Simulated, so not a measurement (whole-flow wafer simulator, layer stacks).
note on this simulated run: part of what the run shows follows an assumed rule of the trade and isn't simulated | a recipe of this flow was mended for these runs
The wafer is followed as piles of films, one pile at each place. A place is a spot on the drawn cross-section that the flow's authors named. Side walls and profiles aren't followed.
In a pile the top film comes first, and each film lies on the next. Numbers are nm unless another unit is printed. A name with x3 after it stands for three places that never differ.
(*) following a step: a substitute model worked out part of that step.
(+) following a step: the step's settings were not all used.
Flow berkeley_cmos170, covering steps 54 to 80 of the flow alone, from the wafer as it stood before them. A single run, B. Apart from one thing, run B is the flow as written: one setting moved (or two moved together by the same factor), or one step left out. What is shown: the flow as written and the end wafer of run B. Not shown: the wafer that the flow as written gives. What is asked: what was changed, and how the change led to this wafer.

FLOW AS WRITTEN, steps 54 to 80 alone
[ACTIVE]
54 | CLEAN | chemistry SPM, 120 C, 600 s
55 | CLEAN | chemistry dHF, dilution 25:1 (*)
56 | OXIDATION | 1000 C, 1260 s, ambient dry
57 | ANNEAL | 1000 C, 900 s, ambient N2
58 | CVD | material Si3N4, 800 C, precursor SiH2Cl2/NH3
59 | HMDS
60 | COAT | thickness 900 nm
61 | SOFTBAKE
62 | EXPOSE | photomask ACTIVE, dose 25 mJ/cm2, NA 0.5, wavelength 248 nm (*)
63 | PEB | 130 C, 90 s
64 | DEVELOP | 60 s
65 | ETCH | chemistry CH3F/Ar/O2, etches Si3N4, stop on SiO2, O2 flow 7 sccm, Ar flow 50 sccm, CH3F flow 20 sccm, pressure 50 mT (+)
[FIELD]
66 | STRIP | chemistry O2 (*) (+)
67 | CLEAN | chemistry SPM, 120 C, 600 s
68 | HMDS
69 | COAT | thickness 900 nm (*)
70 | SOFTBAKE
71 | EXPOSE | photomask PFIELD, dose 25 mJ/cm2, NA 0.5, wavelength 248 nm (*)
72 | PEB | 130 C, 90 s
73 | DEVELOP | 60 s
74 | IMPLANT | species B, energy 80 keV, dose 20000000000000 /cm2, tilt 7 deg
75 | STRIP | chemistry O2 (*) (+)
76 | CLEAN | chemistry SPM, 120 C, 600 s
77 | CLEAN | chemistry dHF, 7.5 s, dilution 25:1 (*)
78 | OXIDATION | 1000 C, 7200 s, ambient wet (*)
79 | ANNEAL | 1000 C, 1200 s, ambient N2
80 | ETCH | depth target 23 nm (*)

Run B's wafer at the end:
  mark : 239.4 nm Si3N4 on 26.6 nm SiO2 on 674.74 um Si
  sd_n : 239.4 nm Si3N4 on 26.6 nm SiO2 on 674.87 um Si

What caused this: step 58, CVD: 812 C was run, while the flow as written has 800 C.

The path from the change to this, step by step:
  58 | CVD | material Si3N4, 800 C, precursor SiH2Cl2/NH3
      field, mark, sd_n and 10 more: Si3N4 gains 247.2 (new film) (in the flow as written it would be: Si3N4 gains 220 (new film))
  65 | ETCH | chemistry CH3F/Ar/O2, etches Si3N4, stop on SiO2, O2 flow 7 sccm, Ar flow 50 sccm, CH3F flow 20 sccm, pressure 50 mT (+)
      mark, sd_n, spacer_n and 9 more: KrF-resist loses 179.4 (in the flow as written it would be: KrF-resist loses 161.3)
      field: Si3N4 loses 247.2 (all of it), SiO2 loses 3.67 (in the flow as written it would be: Si3N4 loses 220 (all of it), SiO2 loses 3.67)
  66 | STRIP | chemistry O2 (*) (+)
      mark, sd_n, spacer_n and 9 more: KrF-resist loses 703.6 (all of it) (in the flow as written it would be: KrF-resist loses 721.7 (all of it))
  78 | OXIDATION | 1000 C, 7200 s, ambient wet (*)
      sd_n, sd_p: SiO2 gains 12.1 (new film), Si3N4 loses 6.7 (in the flow as written it would be: SiO2 gains 12.1 (new film), Si3N4 loses 6.7, SiO2 gains 0.07, Si loses 0.07)
